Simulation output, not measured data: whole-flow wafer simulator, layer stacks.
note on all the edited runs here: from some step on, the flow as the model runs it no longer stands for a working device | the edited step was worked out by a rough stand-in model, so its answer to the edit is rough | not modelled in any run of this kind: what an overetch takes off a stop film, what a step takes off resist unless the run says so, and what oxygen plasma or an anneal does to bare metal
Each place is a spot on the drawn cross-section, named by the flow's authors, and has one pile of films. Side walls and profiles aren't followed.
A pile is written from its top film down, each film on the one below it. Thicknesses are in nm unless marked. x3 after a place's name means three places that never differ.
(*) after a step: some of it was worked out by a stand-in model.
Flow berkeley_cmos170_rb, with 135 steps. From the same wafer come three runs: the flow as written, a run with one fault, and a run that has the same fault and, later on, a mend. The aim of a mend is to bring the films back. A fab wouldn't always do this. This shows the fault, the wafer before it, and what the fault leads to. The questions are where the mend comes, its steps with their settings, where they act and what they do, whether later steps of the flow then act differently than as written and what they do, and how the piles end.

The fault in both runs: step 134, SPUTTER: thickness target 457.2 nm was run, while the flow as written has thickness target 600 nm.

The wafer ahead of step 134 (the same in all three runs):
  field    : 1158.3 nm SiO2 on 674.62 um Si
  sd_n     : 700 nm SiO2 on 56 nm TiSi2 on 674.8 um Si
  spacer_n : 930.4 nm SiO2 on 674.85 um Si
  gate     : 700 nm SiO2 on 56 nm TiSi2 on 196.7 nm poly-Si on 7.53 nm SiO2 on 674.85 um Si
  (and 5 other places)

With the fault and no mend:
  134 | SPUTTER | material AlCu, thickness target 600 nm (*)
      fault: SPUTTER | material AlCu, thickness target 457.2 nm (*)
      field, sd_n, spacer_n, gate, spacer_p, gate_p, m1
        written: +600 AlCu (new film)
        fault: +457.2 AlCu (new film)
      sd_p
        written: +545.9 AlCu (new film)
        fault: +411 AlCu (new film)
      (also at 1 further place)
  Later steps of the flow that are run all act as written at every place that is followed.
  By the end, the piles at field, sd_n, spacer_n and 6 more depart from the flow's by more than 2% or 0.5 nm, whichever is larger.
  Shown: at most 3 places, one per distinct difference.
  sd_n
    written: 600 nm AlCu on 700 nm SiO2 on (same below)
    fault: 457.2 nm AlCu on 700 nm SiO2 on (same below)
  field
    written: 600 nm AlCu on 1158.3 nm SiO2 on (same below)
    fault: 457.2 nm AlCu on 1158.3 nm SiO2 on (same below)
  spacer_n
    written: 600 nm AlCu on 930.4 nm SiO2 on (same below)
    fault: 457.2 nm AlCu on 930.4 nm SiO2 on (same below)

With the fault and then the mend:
  After step 134 comes the mend.
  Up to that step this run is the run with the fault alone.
  134a | ETCH | chemistry al pan, depth target 525.5 nm
      field, sd_n, spacer_n, gate, spacer_p, gate_p, m1
        -457.2 AlCu (all of it)
      sd_p
        -411 AlCu (all of it)
      contact
        -319.7 AlCu (all of it)
  134b | SPUTTER | material AlCu, thickness target 600 nm (*) (the flow's step 134 again)
      field, sd_n, spacer_n, gate, spacer_p, gate_p, m1
        +600 AlCu (new film)
      sd_p
        +545.9 AlCu (new film)
      contact
        +415.1 AlCu (new film)
  Later steps of the flow that are run all act as written at every place that is followed.
  By the end, the piles equal the flow's at every place that both follow.
